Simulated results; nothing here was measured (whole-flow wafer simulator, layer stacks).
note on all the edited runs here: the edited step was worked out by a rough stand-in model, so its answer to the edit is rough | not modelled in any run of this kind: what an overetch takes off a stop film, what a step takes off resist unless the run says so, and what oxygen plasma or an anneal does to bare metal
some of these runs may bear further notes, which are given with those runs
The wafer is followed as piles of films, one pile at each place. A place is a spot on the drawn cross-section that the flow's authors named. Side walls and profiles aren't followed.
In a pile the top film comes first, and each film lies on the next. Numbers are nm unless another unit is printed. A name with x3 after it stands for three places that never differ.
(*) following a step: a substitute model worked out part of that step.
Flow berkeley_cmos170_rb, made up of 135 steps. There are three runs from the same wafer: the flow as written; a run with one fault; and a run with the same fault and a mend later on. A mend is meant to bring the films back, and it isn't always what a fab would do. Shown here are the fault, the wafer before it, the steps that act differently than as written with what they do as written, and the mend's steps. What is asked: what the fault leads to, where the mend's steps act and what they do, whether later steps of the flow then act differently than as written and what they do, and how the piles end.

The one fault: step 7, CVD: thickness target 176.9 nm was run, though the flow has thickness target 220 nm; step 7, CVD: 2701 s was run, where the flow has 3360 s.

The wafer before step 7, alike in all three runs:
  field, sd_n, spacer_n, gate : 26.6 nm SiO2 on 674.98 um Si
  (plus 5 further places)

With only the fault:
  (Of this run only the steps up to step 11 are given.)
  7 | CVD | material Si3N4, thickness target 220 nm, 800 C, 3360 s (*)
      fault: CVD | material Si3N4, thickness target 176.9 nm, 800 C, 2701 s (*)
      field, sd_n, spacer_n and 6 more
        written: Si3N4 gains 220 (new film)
        fault: Si3N4 gains 176.9 (new film)
  Later steps of the flow up to step 11 that are run all act as written at every place that is followed.
  The piles after step 11 differ from the flow's at field, sd_n, spacer_n and 6 more by more than 2% or 0.5 nm, whichever is larger.
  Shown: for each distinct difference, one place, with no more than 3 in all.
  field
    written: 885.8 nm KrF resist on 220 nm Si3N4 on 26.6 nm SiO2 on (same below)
    fault: 885.8 nm KrF resist on 176.9 nm Si3N4 on 26.6 nm SiO2 on (same below)
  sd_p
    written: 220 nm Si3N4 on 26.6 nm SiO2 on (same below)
    fault: 176.9 nm Si3N4 on 26.6 nm SiO2 on (same below)

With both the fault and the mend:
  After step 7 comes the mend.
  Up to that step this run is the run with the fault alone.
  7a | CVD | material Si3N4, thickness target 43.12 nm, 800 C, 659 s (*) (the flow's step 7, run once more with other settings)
      field, sd_n, spacer_n and 6 more
        Si3N4 gains 43.1
  Later steps of the flow that are run all act as written at every place that is followed.
  The piles end the same as the flow's at every place that both follow.
